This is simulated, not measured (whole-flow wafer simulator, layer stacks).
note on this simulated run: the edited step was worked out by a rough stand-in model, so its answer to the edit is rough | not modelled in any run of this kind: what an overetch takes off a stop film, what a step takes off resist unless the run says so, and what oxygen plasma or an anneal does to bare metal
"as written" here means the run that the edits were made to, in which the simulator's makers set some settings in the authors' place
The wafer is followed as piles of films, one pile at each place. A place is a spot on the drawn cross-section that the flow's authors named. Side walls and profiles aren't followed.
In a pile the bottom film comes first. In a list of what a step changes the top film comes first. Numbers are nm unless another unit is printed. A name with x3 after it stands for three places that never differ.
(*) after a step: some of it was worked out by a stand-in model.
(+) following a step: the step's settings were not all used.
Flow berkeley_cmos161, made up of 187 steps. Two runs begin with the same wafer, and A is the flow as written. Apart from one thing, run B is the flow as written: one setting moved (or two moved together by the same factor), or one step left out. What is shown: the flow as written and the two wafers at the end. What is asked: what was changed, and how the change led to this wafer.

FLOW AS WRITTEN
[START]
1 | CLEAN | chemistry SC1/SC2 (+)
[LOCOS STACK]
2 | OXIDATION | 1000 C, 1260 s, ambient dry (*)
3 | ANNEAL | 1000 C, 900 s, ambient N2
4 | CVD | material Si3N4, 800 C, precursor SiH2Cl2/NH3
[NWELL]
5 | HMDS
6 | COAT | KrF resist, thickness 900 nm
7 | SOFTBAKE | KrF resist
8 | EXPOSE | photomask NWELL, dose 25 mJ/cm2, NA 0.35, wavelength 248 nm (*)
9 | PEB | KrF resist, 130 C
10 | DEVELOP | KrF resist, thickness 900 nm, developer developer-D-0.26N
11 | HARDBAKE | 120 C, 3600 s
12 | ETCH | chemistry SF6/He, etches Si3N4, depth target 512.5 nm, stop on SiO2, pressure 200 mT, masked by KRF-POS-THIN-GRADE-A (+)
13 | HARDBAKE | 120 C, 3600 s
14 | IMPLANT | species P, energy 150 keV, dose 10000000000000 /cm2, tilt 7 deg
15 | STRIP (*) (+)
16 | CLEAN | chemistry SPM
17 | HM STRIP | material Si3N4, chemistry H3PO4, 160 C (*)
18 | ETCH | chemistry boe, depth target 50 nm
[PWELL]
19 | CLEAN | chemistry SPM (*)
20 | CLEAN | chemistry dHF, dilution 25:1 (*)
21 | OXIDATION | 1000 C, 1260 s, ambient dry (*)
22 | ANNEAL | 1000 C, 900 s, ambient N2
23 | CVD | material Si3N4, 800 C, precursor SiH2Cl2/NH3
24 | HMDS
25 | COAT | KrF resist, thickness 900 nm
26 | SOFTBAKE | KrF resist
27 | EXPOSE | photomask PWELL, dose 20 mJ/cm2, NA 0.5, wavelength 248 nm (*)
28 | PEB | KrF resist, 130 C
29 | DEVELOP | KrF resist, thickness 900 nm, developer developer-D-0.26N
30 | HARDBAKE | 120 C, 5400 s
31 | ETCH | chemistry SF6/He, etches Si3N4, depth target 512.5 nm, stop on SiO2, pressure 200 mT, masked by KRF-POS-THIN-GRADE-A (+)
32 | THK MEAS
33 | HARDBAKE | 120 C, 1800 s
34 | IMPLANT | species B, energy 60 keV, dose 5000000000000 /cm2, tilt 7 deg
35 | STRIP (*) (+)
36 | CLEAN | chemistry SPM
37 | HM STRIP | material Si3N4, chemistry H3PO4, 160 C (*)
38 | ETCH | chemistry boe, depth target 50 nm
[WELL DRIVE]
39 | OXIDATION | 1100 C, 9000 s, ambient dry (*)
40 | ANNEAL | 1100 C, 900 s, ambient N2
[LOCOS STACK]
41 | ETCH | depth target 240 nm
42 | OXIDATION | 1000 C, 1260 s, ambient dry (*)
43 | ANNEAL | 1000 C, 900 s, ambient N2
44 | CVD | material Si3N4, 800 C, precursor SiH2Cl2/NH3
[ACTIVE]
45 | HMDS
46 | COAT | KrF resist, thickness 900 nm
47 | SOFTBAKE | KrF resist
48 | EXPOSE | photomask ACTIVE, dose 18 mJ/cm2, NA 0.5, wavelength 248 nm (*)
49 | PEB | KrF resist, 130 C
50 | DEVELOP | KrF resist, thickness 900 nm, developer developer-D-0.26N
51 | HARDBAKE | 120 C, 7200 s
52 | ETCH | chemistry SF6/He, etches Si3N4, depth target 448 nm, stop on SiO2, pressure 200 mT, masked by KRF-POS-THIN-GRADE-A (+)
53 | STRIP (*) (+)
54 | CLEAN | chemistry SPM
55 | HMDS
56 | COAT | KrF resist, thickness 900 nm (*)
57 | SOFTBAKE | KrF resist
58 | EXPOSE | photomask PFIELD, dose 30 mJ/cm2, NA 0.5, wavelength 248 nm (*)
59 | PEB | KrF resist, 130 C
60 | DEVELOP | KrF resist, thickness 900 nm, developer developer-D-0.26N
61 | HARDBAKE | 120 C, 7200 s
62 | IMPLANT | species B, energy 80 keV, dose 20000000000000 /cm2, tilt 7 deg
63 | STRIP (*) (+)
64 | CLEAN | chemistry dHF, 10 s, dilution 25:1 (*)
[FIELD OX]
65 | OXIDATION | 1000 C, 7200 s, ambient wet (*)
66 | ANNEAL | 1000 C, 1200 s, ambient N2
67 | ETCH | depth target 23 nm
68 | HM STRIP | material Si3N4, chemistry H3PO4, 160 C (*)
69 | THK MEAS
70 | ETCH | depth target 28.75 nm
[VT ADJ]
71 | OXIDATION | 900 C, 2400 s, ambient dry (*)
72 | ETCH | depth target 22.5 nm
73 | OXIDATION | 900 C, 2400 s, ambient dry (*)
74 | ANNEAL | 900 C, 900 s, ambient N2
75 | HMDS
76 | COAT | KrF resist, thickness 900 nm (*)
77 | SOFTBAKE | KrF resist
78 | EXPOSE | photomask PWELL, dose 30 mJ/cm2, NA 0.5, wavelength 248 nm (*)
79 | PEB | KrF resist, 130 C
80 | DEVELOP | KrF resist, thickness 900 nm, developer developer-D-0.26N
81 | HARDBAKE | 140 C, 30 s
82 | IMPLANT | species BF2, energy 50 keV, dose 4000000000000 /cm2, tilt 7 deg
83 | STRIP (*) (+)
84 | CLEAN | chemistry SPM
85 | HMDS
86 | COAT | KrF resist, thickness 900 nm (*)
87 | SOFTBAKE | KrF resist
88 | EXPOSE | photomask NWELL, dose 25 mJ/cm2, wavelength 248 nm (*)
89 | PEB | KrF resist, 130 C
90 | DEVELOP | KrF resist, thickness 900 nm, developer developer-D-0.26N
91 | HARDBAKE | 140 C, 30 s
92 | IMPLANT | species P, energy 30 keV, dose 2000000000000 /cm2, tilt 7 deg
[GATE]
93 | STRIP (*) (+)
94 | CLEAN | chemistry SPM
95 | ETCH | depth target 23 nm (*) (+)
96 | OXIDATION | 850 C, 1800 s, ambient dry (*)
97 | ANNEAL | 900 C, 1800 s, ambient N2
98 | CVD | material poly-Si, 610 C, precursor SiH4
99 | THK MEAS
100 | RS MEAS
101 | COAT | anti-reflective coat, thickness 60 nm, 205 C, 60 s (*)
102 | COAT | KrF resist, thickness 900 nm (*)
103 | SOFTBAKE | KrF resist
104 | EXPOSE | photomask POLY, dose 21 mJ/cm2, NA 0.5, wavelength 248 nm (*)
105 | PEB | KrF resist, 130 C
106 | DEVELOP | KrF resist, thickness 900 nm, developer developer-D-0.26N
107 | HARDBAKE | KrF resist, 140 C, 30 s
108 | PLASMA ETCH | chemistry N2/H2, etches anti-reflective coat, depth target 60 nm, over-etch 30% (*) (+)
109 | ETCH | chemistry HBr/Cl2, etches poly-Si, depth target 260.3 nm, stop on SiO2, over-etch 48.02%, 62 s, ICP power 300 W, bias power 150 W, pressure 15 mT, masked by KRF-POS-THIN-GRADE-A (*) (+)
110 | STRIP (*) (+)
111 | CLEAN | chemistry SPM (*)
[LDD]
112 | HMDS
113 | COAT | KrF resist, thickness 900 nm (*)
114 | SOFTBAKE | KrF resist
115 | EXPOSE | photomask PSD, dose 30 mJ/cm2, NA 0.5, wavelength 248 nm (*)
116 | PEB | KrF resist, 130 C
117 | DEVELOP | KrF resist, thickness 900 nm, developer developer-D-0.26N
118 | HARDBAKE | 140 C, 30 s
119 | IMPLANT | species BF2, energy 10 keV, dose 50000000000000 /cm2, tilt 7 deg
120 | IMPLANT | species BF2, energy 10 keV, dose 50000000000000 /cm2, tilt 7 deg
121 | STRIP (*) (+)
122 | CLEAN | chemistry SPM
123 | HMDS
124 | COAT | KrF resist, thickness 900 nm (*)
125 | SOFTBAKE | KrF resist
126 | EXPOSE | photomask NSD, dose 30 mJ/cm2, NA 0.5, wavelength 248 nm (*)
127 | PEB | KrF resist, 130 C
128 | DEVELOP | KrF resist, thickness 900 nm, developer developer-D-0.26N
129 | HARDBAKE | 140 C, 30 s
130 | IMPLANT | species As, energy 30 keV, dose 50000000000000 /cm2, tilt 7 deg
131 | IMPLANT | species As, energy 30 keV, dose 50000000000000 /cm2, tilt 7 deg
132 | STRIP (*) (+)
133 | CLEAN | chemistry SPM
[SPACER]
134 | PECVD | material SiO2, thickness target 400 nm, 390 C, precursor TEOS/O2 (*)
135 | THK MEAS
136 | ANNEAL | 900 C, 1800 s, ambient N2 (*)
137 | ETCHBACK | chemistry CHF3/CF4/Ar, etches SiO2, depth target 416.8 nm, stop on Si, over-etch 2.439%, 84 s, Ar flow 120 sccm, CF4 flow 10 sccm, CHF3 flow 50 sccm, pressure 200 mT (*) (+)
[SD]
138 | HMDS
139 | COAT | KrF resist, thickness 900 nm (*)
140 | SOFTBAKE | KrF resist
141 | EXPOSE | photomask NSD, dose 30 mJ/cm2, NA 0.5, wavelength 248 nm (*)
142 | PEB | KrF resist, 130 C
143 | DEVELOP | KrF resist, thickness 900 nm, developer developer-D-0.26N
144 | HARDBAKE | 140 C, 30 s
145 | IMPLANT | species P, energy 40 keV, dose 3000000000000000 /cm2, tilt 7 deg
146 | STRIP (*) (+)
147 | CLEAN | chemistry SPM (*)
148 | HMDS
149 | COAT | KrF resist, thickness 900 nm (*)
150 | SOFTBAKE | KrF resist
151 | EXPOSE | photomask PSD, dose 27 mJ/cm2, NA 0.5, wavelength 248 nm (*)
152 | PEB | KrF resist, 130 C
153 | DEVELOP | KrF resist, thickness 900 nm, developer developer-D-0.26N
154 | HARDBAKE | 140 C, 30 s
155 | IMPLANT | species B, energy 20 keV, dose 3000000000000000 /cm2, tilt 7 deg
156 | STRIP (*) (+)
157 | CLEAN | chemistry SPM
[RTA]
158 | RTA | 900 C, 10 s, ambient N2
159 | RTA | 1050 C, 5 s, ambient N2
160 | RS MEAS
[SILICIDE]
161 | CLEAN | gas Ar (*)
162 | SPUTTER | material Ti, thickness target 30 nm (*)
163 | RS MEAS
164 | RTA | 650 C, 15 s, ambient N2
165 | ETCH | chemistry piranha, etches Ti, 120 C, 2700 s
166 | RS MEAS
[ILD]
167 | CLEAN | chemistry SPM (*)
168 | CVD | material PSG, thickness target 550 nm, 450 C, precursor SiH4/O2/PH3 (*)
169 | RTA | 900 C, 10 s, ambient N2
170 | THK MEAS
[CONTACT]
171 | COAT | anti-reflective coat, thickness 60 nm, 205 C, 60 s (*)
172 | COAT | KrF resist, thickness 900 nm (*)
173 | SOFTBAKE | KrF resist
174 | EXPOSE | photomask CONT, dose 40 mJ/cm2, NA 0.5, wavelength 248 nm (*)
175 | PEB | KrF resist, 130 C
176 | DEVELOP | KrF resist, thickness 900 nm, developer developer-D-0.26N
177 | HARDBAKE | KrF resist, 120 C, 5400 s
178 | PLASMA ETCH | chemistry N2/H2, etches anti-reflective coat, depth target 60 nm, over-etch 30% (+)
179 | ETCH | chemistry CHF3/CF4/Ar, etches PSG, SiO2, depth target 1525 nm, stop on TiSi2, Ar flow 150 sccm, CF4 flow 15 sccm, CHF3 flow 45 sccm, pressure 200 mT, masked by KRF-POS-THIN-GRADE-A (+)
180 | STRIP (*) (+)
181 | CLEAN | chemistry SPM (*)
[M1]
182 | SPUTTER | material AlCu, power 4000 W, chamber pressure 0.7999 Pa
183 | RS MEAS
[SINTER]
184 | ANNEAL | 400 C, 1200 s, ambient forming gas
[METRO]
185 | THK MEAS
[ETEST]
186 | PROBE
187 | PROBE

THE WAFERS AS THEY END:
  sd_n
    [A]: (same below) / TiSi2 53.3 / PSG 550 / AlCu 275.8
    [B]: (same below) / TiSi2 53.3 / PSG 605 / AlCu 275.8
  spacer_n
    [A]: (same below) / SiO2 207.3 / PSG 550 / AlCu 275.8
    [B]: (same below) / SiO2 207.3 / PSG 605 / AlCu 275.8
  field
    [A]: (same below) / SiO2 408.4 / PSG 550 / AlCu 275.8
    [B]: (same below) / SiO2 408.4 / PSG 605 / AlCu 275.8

What caused this: step 168, CVD: thickness target 605 nm was run, while the flow as written has thickness target 550 nm.
The wafer itself shows it: sd_n has PSG 605, and step 168 as written asks for 550 nm.

The path from the change to this, step by step:
  168 | CVD | material PSG, thickness target 550 nm, 450 C, precursor SiH4/O2/PH3 (*)
      field, sd_n, spacer_n, gate_n, spacer_p, gate_p, contact, m1: A PSG gains 550 (new film) | B PSG gains 605 (new film)
      sd_p: A PSG gains 521.9 (new film) | B PSG gains 573.3 (new film)
  179 | ETCH | chemistry CHF3/CF4/Ar, etches PSG, SiO2, depth target 1525 nm, stop on TiSi2, Ar flow 150 sccm, CF4 flow 15 sccm, CHF3 flow 45 sccm, pressure 200 mT, masked by KRF-POS-THIN-GRADE-A (+)
      field, sd_n, spacer_n, gate_n, sd_p, spacer_p, gate_p, m1: A KrF resist loses 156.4 | B KrF resist loses 170.2
      contact: A PSG loses 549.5 (all of it), TiSi2 loses 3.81 | B PSG loses 604.5 (all of it), TiSi2 loses 3.81
  180 | STRIP (*) (+)
      field: A KrF resist loses 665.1 (all of it), anti-reflective coat loses 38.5 (all of it) | B KrF resist loses 651.1 (all of it), anti-reflective coat loses 38.6 (all of it)
      sd_n: A KrF resist loses 692.5 (all of it), anti-reflective coat loses 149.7 (all of it) | B KrF resist loses 677.4 (all of it), anti-reflective coat loses 150.7 (all of it)
      (also at 4 further places)
  182 | SPUTTER | material AlCu, power 4000 W, chamber pressure 0.7999 Pa
      contact: A AlCu gains 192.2 (new film) | B AlCu gains 185.3 (new film)
